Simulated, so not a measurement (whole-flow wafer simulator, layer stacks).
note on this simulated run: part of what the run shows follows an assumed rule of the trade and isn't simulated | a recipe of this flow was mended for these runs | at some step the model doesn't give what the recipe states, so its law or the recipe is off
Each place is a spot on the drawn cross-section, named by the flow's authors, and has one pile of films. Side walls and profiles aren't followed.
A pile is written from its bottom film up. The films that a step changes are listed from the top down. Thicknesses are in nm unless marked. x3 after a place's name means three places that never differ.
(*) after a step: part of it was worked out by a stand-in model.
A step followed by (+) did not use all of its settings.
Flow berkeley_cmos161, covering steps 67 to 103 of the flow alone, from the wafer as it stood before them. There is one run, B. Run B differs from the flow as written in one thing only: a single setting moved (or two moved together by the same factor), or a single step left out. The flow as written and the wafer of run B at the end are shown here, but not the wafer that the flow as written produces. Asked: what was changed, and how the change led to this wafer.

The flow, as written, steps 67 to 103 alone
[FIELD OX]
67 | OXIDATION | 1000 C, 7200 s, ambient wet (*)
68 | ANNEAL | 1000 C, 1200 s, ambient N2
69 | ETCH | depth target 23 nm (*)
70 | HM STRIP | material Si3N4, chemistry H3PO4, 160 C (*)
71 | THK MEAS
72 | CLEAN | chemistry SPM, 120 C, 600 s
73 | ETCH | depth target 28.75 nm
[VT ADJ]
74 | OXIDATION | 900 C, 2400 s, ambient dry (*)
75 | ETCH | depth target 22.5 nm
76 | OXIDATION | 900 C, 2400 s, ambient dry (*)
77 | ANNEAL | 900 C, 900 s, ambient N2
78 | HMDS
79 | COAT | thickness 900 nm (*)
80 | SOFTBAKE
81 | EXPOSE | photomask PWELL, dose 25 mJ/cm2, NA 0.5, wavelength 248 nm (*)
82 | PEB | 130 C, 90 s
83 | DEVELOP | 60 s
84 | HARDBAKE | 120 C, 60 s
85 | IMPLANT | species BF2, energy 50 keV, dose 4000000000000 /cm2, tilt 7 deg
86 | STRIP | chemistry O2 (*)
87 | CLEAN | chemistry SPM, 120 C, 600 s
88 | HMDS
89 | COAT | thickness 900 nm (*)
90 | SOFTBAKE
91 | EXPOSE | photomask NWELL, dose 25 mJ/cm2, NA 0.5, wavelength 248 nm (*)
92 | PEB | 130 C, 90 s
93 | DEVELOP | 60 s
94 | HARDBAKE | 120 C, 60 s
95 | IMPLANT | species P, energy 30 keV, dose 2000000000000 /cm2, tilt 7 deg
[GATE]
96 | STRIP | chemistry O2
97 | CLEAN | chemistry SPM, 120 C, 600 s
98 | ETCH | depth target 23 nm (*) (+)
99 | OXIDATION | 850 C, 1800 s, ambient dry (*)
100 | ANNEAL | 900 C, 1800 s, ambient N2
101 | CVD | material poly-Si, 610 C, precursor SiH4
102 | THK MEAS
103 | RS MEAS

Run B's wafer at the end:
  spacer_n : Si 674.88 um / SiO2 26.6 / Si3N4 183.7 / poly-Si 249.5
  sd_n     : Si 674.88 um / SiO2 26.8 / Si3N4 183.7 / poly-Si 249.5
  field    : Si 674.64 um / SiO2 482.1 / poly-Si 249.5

What caused this: step 69, ETCH: depth target 9 nm was run, though the flow has depth target 23 nm.

The path from the change to this, step by step:
  69 | ETCH | depth target 23 nm (*)
      sd_n, spacer_n, gate_n, sd_p, spacer_p, gate_p, contact, m1: SiO2 loses 9 (as written it would have been: SiO2 loses 12.1 (all of it), Si3N4 loses 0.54)
      field: SiO2 loses 9 (as written it would have been: SiO2 loses 23)
  70 | HM STRIP | material Si3N4, chemistry H3PO4, 160 C (*)
      sd_n, spacer_n, gate_n, sd_p, spacer_p, gate_p, contact, m1: nothing (as written it would have been: Si3N4 loses 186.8 (all of it), SiO2 loses 8.69)
      field: nothing (as written it would have been: SiO2 loses 14.5)
  73 | ETCH | depth target 28.75 nm
      spacer_n, gate_n, spacer_p, gate_p, contact, m1: SiO2 loses 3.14 (all of it), Si3N4 loses 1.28 (as written it would have been: SiO2 loses 17.9 (all of it))
      sd_n, sd_p: SiO2 loses 3.14 (all of it), Si3N4 loses 1.28 (as written it would have been: SiO2 loses 18.1 (all of it))
  74 | OXIDATION | 900 C, 2400 s, ambient dry (*)
      sd_n, spacer_n, gate_n, sd_p, spacer_p, gate_p, contact, m1: nothing (as written it would have been: SiO2 gains 14.9 (new film), Si loses 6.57)
  75 | ETCH | depth target 22.5 nm
      sd_n, spacer_n, gate_n, sd_p, spacer_p, gate_p, contact, m1: Si3N4 loses 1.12 (as written it would have been: SiO2 loses 14.9 (all of it))
  76 | OXIDATION | 900 C, 2400 s, ambient dry (*)
      sd_n, spacer_n, gate_n, sd_p, spacer_p, gate_p, contact, m1: nothing (as written it would have been: SiO2 gains 14.9 (new film), Si loses 6.57)
  79 | COAT | thickness 900 nm (*)
      field: KrF-resist gains 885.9 (new film) (as written it would have been: KrF-resist gains 838.3 (new film))
      sd_n: KrF-resist gains 926.7 (new film) (as written it would have been: KrF-resist gains 1020.9 (new film))
      (and at 7 other places as well)
  83 | DEVELOP | 60 s
      field: KrF-resist loses 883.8 (all of it) (as written it would have been: KrF-resist loses 836.4 (all of it))
      sd_n: KrF-resist loses 924.5 (all of it) (as written it would have been: KrF-resist loses 1018.4 (all of it))
      (and at 4 other places as well)
  84 | HARDBAKE | 120 C, 60 s
      sd_p: KrF-resist loses 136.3 (as written it would have been: KrF-resist loses 147.7)
      spacer_p: KrF-resist loses 135.7 (as written it would have been: KrF-resist loses 144.7)
      (and at 1 other place as well)
  86 | STRIP | chemistry O2 (*)
      sd_p: KrF-resist loses 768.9 (all of it) (as written it would have been: KrF-resist loses 834.2 (all of it))
      spacer_p: KrF-resist loses 765.7 (all of it) (as written it would have been: KrF-resist loses 816.9 (all of it))
      (and at 1 other place as well)
  89 | COAT | thickness 900 nm (*)
      field: KrF-resist gains 885.9 (new film) (as written it would have been: KrF-resist gains 838.3 (new film))
      sd_n: KrF-resist gains 926.7 (new film) (as written it would have been: KrF-resist gains 1020.9 (new film))
      (and at 7 other places as well)
  93 | DEVELOP | 60 s
      sd_p: KrF-resist loses 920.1 (all of it) (as written it would have been: KrF-resist loses 996.9 (all of it))
      spacer_p: KrF-resist loses 916.3 (all of it) (as written it would have been: KrF-resist loses 976.5 (all of it))
      (and at 1 other place as well)
  94 | HARDBAKE | 120 C, 60 s
      spacer_n, gate_n: KrF-resist loses 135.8 (as written it would have been: KrF-resist loses 145.2)
      field: KrF-resist loses 130.8 (as written it would have been: KrF-resist loses 123.7)
      (and at 3 other places as well)
  96 | STRIP | chemistry O2
      field: KrF-resist loses 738 (all of it) (as written it would have been: KrF-resist loses 697.7 (all of it))
      sd_n: KrF-resist loses 772.6 (all of it) (as written it would have been: KrF-resist loses 852.5 (all of it))
      (and at 4 other places as well)
  98 | ETCH | depth target 23 nm (*) (+)
      sd_n, spacer_n, gate_n, sd_p, spacer_p, gate_p, contact, m1: Si3N4 loses 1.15 (as written it would have been: SiO2 loses 14.9 (all of it))
  99 | OXIDATION | 850 C, 1800 s, ambient dry (*)
      sd_n, spacer_n, gate_n, sd_p, spacer_p, gate_p, contact, m1: nothing (as written it would have been: SiO2 gains 7.48 (new film), Si loses 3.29)
